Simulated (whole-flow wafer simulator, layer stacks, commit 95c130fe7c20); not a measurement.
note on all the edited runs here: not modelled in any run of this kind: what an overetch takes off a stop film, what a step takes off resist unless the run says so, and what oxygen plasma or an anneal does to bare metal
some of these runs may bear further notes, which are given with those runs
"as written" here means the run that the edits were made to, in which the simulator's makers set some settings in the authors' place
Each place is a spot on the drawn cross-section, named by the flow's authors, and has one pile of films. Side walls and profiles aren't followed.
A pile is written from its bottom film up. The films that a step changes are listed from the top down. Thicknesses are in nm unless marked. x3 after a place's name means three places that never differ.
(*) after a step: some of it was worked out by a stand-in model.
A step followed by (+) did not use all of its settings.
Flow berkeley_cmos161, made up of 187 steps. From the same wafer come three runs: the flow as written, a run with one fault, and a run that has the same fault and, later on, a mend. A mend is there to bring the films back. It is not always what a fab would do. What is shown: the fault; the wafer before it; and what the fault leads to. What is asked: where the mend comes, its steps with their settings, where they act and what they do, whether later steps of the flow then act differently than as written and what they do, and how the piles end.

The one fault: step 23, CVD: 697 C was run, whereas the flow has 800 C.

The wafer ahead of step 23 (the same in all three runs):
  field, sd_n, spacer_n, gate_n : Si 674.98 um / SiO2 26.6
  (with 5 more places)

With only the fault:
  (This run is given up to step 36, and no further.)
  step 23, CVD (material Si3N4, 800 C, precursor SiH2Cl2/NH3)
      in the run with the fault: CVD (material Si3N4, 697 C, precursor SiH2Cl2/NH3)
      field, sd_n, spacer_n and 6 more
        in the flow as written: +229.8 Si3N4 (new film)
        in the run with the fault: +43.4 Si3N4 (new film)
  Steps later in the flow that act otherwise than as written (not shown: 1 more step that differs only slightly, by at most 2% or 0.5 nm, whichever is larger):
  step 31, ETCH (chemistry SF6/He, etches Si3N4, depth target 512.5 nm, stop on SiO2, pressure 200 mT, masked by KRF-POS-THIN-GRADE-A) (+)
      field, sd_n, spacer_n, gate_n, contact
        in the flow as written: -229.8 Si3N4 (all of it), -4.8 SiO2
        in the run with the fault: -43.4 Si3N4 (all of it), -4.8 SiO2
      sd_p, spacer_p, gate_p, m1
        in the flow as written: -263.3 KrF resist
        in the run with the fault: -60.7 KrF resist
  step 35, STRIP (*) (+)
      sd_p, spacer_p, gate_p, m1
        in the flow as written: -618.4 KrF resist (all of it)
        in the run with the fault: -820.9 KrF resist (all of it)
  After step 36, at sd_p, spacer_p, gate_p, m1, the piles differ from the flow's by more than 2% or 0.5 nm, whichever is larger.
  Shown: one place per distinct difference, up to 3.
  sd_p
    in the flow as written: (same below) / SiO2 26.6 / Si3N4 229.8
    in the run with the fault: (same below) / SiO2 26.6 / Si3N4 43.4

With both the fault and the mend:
  After step 23 comes the mend.
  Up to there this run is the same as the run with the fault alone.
  step 23a, CVD (material Si3N4, 800 C, precursor SiH2Cl2/NH3) (a further turn of the flow's step 23; the settings that differ are not printed)
      field, sd_n, spacer_n and 6 more
        +186.4 Si3N4
  None of the later steps of the flow differs from how it acts as written, at any place that is followed, by more than 2% or 0.5 nm, whichever is larger.
  At every place that both follow, the piles at the end match the flow's.
